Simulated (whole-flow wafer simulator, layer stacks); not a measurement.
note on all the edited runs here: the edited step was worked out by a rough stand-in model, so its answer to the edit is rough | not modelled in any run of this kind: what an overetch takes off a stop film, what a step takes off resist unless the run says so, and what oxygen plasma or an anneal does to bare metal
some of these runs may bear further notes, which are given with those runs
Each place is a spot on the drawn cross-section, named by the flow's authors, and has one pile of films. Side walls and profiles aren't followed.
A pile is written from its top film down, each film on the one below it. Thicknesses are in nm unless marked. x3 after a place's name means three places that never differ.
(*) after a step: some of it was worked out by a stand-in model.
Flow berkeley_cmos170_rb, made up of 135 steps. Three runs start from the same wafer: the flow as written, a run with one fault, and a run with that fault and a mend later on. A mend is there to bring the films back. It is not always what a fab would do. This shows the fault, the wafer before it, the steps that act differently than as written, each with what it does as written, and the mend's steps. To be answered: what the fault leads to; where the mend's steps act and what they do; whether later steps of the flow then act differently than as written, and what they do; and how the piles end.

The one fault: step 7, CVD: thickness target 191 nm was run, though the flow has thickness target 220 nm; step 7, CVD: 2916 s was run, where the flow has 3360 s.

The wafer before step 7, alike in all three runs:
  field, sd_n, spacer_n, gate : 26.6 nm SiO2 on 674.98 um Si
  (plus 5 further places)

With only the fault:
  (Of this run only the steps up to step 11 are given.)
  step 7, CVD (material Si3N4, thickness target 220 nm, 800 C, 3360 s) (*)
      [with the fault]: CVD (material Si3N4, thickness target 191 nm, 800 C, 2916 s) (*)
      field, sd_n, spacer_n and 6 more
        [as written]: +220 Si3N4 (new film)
        [with the fault]: +191 Si3N4 (new film)
  Every later step of the flow up to step 11 that is run acts as written at every place that is followed.
  After step 11, at field, sd_n, spacer_n and 6 more, the piles differ from the flow's by more than 2% or 0.5 nm, whichever is larger.
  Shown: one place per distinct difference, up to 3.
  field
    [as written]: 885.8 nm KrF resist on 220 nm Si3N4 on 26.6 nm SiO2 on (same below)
    [with the fault]: 885.8 nm KrF resist on 191 nm Si3N4 on 26.6 nm SiO2 on (same below)
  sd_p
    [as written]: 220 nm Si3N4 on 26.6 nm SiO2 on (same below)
    [with the fault]: 191 nm Si3N4 on 26.6 nm SiO2 on (same below)

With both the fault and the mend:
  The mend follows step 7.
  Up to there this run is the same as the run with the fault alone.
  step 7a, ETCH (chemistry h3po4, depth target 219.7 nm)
      field, sd_n, spacer_n and 6 more
        -191 Si3N4 (all of it)
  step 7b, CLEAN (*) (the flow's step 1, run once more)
      leaves every film unchanged at each place that is followed
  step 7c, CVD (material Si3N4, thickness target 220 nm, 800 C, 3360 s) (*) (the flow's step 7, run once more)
      field, sd_n, spacer_n and 6 more
        +220 Si3N4 (new film)
  Every later step of the flow that is run acts as written at every place that is followed.
  The piles end the same as the flow's at every place that both follow.
